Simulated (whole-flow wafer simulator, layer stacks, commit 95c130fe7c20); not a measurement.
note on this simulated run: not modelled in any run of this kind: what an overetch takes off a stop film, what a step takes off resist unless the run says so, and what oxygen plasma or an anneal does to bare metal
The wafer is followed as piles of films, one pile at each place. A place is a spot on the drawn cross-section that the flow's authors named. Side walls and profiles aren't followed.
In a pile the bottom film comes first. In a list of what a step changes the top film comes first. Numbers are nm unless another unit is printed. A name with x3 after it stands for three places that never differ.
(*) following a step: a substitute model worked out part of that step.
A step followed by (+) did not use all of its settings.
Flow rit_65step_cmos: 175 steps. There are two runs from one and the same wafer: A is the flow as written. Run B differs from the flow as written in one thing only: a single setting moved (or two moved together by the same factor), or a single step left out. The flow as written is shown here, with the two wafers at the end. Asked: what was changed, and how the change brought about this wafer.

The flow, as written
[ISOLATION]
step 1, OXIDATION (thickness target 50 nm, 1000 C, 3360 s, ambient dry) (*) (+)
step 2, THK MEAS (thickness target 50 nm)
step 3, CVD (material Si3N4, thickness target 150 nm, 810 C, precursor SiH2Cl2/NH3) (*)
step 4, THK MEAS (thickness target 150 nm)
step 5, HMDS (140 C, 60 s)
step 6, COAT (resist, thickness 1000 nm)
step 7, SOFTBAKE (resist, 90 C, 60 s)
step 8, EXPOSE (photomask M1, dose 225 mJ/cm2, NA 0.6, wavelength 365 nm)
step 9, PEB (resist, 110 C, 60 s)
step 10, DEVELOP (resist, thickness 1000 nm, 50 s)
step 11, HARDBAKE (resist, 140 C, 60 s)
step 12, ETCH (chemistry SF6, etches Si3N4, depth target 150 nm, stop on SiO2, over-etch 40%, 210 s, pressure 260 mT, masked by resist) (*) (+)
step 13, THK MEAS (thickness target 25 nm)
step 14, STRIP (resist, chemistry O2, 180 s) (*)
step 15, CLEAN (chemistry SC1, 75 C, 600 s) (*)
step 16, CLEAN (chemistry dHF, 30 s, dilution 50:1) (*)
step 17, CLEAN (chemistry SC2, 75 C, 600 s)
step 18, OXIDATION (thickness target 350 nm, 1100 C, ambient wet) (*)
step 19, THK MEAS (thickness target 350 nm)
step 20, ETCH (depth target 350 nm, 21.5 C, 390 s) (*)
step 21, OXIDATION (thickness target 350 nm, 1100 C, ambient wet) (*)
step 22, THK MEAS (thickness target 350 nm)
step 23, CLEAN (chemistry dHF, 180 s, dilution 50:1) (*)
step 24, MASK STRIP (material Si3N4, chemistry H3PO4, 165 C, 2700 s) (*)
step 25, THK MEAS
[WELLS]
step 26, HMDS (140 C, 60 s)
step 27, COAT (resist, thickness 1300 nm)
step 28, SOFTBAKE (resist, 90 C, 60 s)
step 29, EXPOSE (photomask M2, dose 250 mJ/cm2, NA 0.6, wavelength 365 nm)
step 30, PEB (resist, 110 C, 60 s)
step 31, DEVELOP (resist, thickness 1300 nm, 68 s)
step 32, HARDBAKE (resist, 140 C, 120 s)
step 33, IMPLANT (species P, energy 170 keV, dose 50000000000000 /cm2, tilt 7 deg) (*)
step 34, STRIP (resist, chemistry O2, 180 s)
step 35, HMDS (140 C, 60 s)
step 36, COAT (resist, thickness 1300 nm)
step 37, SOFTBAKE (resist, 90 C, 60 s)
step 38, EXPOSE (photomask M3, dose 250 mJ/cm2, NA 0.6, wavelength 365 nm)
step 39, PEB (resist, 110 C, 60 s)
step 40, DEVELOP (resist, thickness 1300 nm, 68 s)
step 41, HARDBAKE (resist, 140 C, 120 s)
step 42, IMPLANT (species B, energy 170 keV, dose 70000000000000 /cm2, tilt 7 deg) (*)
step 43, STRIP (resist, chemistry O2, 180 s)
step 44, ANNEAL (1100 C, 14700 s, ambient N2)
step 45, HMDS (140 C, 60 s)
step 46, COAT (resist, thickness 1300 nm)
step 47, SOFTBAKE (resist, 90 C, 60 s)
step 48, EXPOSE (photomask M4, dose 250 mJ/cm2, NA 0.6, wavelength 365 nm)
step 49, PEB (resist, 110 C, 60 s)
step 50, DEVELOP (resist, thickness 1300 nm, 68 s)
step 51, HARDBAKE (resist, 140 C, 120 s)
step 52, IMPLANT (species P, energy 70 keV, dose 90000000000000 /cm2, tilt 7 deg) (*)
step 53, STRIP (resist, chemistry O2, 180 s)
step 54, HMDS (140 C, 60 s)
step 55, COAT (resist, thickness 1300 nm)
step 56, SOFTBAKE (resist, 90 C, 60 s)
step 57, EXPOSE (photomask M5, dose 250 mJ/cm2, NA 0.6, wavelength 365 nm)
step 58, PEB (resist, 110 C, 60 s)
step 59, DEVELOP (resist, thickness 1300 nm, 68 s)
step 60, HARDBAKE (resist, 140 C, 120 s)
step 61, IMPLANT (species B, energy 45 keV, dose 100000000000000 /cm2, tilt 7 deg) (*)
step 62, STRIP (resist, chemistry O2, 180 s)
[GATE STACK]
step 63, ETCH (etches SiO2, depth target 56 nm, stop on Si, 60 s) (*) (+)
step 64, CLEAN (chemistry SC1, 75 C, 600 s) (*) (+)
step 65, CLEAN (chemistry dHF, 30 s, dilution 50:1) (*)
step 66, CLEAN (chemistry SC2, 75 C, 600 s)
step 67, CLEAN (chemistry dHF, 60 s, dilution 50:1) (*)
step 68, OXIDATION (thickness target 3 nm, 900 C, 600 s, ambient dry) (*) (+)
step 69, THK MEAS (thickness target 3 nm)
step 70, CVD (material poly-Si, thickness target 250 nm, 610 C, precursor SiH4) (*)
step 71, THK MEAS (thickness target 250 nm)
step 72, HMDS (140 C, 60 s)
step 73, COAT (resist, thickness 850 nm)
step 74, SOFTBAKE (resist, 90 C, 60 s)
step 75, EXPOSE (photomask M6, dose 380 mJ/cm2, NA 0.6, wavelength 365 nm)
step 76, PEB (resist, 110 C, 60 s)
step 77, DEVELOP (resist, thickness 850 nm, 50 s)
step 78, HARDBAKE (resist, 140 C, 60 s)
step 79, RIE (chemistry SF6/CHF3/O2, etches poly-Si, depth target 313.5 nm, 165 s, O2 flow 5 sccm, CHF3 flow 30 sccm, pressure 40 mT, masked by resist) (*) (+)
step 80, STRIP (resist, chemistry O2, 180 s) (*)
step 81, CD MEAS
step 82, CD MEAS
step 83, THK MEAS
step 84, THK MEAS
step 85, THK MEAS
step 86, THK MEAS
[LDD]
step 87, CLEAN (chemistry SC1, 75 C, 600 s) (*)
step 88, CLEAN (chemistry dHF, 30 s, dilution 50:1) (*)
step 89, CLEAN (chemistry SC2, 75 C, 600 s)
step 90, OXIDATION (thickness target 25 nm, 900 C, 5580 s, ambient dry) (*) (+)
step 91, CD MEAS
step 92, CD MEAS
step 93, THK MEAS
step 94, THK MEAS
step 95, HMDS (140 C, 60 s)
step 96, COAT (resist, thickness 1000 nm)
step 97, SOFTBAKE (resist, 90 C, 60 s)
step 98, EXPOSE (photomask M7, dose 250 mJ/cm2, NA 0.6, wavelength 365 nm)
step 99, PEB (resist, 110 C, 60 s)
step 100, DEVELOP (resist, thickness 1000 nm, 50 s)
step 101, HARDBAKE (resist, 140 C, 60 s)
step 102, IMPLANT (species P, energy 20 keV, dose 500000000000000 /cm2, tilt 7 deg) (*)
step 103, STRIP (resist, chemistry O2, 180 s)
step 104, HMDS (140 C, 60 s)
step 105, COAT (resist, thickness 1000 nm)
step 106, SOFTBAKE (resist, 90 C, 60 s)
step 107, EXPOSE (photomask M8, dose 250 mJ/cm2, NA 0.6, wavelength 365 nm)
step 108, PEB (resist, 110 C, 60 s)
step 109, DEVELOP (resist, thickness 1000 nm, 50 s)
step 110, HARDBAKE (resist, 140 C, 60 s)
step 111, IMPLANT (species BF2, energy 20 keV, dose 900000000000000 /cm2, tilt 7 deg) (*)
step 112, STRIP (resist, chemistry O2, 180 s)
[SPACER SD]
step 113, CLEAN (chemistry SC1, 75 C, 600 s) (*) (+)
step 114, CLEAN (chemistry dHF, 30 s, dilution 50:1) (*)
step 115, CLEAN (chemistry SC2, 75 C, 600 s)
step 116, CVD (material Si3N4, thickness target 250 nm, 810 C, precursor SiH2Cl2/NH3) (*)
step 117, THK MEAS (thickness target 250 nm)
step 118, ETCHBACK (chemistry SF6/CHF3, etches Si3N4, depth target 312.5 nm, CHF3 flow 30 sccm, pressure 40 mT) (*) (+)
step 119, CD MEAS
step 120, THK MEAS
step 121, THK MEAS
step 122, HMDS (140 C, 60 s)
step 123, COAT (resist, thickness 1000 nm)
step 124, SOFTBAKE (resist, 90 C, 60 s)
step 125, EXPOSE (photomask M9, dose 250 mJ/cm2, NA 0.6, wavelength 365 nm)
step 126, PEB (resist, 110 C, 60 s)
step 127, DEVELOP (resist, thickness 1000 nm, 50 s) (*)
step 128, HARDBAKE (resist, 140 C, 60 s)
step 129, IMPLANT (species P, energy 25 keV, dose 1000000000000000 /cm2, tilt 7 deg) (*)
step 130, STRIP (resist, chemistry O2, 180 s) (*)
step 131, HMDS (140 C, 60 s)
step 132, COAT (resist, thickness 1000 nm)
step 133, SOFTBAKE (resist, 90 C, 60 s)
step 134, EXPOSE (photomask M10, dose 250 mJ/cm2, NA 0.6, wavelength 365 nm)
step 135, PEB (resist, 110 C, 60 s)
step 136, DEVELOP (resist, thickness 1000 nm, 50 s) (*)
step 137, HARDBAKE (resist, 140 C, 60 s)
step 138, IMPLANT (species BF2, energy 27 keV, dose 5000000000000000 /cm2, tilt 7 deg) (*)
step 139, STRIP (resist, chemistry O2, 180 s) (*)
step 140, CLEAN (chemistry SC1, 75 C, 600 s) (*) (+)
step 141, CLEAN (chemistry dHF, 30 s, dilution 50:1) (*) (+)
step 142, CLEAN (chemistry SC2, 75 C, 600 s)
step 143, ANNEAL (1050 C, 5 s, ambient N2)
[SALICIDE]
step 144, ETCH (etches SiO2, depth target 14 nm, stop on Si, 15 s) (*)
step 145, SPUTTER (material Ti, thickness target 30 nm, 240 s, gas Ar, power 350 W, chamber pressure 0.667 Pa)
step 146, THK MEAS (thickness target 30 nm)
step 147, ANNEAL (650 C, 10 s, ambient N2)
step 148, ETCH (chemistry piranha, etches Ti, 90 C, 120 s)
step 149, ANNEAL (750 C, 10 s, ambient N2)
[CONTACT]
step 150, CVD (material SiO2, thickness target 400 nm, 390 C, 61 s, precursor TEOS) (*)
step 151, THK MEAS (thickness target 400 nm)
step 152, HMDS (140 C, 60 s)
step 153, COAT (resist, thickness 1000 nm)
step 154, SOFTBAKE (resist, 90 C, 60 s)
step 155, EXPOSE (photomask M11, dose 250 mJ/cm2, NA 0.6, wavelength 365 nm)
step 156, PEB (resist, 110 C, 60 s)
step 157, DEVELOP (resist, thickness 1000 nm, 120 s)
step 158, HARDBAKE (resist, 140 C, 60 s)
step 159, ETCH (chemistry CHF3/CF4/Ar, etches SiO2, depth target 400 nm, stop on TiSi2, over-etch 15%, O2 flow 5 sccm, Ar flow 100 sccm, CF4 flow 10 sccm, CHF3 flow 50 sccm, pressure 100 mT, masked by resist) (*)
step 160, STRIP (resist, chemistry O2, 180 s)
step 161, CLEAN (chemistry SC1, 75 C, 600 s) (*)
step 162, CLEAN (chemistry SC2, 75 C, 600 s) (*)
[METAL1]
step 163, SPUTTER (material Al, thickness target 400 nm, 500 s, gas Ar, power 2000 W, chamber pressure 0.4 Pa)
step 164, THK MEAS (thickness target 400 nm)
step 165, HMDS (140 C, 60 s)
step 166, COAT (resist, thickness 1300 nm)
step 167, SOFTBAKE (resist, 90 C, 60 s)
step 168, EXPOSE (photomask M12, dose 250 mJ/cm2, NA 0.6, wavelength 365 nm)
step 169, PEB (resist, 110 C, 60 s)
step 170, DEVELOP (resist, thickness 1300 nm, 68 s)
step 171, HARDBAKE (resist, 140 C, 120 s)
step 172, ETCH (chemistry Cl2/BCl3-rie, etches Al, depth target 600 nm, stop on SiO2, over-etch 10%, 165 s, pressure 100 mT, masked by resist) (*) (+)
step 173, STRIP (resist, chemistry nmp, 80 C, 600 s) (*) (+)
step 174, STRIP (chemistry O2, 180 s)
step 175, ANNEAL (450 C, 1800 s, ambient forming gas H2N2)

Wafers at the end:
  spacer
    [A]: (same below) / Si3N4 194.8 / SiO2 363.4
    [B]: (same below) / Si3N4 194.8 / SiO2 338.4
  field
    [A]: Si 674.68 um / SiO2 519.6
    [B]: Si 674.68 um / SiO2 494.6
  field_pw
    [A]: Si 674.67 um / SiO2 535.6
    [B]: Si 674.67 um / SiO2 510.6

Cause: step 163, SPUTTER: 250 s was run, whereas the flow has 500 s.

How this came from the change, step by step:
  step 163, SPUTTER (material Al, thickness target 400 nm, 500 s, gas Ar, power 2000 W, chamber pressure 0.4 Pa)
      field, field_p, spacer, spacer_p: A +400 Al (new film) | B +200 Al (new film)
      gate_n, gate_p: A +396 Al (new film) | B +200 Al (new film)
      (and at 2 other places as well)
  step 172, ETCH (chemistry Cl2/BCl3-rie, etches Al, depth target 600 nm, stop on SiO2, over-etch 10%, 165 s, pressure 100 mT, masked by resist) (*) (+)
      field, field_p, spacer, spacer_p: A -400 Al (all of it), -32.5 SiO2 | B -200 Al (all of it), -57.5 SiO2
      gate_n, gate_p: A -396 Al (all of it), -33 SiO2 | B -200 Al (all of it), -57.5 SiO2
      (and at 2 other places as well)
